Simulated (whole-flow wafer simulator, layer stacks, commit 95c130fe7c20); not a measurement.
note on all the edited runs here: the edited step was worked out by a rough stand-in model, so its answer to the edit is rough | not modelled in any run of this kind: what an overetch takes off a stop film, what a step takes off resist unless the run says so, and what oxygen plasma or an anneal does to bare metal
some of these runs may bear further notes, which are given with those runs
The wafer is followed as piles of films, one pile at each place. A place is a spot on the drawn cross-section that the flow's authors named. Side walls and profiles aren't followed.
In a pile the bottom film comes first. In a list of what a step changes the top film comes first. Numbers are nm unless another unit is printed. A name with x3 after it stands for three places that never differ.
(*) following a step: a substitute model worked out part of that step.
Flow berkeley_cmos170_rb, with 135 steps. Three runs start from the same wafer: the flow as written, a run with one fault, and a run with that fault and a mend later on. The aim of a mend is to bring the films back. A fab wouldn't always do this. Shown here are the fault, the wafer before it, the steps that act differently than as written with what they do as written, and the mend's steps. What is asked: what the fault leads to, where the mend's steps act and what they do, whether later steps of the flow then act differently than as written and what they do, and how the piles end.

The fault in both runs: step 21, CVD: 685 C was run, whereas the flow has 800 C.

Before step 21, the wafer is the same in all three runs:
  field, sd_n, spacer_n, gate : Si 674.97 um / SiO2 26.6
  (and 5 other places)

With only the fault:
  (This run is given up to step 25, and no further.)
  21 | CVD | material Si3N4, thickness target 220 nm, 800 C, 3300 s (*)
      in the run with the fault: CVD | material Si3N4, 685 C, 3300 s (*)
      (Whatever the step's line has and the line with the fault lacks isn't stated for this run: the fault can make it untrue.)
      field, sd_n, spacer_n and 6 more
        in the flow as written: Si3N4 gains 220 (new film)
        in the run with the fault: Si3N4 gains 25.7 (new film)
  Every later step of the flow up to step 25 that is run acts as written at every place that is followed.
  Once step 25 is done, the piles at field, sd_n, spacer_n and 6 more depart from the flow's by more than 2% or 0.5 nm, whichever is larger.
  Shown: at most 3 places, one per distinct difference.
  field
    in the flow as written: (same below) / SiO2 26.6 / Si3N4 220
    in the run with the fault: (same below) / SiO2 26.6 / Si3N4 25.7
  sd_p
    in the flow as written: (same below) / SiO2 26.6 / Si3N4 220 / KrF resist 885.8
    in the run with the fault: (same below) / SiO2 26.6 / Si3N4 25.7 / KrF resist 885.8

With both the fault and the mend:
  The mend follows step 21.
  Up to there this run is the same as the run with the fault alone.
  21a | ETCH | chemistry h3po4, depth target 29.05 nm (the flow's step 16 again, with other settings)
      field, sd_n, spacer_n and 6 more
        Si3N4 loses 25.7 (all of it)
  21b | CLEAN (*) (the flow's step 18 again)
      does not change any film at any place that is followed
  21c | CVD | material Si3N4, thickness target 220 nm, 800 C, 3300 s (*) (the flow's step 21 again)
      field, sd_n, spacer_n and 6 more
        Si3N4 gains 220 (new film)
  Every later step of the flow that is run acts as written at every place that is followed.
  The piles end the same as the flow's at every place that both follow.
